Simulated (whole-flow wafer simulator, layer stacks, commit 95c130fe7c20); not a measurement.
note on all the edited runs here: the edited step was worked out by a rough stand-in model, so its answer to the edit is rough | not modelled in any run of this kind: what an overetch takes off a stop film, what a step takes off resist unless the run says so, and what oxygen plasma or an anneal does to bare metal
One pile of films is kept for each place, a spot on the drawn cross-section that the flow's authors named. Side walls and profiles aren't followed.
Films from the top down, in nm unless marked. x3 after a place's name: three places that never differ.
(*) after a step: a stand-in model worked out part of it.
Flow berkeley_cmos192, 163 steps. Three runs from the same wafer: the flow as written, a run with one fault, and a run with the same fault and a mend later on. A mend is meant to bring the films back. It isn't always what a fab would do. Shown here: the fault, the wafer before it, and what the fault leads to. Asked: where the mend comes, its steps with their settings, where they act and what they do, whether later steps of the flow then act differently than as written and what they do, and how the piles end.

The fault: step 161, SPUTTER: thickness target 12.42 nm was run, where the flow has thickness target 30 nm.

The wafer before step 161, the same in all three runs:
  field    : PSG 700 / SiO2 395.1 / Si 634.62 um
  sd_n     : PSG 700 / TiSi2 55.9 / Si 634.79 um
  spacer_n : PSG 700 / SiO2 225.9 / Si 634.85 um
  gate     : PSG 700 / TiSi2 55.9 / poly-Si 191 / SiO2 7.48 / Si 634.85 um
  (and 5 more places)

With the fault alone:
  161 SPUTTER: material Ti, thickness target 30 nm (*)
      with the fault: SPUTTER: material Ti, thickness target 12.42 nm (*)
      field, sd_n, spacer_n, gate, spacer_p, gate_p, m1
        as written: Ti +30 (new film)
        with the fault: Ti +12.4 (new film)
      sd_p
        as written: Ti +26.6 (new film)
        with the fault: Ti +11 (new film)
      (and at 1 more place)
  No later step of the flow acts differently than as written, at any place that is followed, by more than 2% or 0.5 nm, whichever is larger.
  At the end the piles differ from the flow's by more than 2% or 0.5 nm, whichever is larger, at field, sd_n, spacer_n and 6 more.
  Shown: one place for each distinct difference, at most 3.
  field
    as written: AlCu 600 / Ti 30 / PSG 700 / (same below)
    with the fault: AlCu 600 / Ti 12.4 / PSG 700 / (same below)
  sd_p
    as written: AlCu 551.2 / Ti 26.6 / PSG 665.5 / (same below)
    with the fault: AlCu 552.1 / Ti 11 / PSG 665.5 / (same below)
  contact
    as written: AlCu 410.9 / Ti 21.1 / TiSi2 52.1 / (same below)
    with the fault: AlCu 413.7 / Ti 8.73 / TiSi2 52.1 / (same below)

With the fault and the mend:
  The mend comes after step 161.
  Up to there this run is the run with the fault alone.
  161a ETCH: chemistry piranha, etches Ti, 120 C, 21 s (the flow's step 148 once more, with other settings)
      field, sd_n, spacer_n, gate, spacer_p, gate_p, m1
        Ti -12.4 (all of it)
      sd_p
        Ti -11 (all of it)
      contact
        Ti -8.73 (all of it)
  161b SPUTTER: material Ti, thickness target 30 nm (*) (the flow's step 161 once more)
      field, sd_n, spacer_n, gate, spacer_p, gate_p, m1
        Ti +30 (new film)
      sd_p
        Ti +26.6 (new film)
      contact
        Ti +21.1 (new film)
  No later step of the flow acts differently than as written at any place that is followed.
  At the end the piles are the same as the flow's at every place that both follow.
